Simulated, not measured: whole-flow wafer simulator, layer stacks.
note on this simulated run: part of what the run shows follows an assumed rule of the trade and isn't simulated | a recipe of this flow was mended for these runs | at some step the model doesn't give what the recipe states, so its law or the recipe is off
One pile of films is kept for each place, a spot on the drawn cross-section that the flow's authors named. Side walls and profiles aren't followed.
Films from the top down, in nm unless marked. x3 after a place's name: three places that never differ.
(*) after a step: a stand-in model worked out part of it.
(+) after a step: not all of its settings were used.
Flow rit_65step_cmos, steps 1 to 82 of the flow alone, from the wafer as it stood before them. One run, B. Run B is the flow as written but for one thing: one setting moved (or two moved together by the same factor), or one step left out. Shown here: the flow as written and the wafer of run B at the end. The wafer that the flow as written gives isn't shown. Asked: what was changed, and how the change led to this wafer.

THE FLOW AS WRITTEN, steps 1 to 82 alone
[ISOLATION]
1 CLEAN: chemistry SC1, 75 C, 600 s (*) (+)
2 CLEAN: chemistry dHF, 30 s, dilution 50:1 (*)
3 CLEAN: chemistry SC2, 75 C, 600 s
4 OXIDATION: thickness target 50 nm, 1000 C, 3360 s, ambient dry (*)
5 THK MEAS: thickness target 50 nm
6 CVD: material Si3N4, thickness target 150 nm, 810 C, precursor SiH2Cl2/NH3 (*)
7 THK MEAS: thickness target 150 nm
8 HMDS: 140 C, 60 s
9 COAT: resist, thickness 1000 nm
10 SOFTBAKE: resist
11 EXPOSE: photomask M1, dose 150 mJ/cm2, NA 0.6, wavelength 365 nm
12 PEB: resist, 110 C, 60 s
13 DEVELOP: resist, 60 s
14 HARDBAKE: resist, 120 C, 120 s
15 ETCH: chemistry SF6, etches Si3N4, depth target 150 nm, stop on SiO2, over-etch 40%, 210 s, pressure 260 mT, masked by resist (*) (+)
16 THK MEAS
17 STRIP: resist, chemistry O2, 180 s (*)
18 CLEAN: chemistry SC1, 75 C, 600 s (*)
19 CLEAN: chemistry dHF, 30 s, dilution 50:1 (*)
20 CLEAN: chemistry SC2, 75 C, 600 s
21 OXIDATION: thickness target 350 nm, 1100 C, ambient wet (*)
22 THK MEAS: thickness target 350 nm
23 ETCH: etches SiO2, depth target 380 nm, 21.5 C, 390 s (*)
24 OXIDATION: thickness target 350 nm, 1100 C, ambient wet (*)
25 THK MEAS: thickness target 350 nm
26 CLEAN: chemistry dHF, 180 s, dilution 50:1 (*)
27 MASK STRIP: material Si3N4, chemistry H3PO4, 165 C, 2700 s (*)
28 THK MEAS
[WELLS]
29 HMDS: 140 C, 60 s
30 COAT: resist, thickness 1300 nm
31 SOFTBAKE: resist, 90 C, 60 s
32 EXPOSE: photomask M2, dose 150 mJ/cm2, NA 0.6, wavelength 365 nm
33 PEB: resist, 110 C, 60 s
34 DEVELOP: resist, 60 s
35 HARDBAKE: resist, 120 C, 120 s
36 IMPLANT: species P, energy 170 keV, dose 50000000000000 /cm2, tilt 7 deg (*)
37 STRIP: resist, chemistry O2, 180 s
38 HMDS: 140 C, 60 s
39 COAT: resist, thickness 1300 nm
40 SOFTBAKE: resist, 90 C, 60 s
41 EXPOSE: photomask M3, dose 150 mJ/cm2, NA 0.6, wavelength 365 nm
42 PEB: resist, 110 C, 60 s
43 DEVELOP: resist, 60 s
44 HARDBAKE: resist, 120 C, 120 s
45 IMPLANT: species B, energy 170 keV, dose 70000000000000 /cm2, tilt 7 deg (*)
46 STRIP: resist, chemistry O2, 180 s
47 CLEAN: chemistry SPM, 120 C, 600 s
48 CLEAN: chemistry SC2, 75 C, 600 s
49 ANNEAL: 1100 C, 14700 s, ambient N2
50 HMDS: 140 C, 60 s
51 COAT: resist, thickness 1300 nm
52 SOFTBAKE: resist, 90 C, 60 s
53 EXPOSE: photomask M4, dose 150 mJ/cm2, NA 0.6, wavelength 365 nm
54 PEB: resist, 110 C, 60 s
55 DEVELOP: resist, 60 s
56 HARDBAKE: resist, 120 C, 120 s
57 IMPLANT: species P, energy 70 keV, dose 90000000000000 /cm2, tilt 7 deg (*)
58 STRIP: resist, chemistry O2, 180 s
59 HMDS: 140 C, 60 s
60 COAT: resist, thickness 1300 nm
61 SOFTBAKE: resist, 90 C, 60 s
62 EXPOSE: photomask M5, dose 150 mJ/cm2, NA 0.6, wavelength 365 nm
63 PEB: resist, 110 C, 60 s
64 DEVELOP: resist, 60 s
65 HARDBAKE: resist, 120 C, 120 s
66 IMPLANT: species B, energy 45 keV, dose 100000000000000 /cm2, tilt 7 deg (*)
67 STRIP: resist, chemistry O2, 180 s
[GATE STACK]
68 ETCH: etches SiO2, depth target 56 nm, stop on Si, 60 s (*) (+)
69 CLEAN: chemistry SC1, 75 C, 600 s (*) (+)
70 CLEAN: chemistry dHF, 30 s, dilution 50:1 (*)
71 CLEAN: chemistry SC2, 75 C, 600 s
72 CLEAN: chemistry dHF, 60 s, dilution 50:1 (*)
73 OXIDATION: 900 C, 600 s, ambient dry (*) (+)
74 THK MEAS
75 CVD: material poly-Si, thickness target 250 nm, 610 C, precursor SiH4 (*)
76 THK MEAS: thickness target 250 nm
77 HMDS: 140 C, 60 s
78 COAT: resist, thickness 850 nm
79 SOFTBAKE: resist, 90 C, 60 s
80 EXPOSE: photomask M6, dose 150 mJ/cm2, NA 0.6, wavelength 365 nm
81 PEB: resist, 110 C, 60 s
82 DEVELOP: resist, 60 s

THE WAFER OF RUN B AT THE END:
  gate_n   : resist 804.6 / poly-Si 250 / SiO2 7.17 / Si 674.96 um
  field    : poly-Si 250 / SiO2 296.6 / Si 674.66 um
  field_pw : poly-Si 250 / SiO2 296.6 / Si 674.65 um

The cause: step 24, OXIDATION: thickness target 392 nm was run, where the flow has thickness target 350 nm.

How the change led to this, step by step:
  24 OXIDATION: thickness target 350 nm, 1100 C, ambient wet (*)
      active_n, active_p, gate_n and 7 more: SiO2 +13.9 (new film), Si3N4 -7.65 (as written it would be: SiO2 +12 (new film), Si3N4 -6.61)
      field, field_pw, field_nw, field_p: SiO2 +392 (new film), Si -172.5 (as written it would be: SiO2 +350 (new film), Si -154)
  26 CLEAN: chemistry dHF, 180 s, dilution 50:1 (*)
      active_n, active_p, gate_n and 7 more: SiO2 -13.9 (all of it), Si3N4 -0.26 (as written it would be: SiO2 -12 (all of it), Si3N4 -0.44)
